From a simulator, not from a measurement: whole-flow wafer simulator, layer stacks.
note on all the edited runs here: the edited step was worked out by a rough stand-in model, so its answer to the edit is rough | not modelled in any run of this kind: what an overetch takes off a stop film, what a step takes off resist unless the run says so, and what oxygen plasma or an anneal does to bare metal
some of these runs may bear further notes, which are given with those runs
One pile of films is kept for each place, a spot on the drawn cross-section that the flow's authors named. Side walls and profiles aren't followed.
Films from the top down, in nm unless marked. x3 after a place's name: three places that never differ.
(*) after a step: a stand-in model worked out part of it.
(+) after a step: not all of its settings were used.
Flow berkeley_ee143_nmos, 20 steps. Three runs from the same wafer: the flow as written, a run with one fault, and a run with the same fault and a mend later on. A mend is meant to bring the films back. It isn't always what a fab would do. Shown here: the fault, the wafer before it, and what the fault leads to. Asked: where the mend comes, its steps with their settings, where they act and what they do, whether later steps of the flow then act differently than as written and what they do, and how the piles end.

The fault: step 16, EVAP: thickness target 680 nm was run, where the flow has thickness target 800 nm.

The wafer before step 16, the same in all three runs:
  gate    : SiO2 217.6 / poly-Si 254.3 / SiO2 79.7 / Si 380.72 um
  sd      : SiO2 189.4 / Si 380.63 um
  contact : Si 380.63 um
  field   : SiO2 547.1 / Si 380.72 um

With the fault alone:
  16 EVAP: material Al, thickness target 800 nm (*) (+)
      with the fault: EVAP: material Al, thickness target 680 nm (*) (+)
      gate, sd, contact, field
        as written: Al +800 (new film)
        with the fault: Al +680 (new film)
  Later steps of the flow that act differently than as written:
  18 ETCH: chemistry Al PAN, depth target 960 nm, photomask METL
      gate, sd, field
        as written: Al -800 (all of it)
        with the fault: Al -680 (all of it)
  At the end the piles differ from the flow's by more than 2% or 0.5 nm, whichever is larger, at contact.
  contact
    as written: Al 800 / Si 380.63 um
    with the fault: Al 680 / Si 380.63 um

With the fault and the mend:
  The mend comes after step 16.
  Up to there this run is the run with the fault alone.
  16a EVAP: material Al, thickness target 120 nm (*) (+) (the flow's step 16 once more, with other settings)
      gate, sd, contact, field
        Al +120
  No later step of the flow acts differently than as written at any place that is followed.
  At the end the piles are the same as the flow's at every place that both follow.
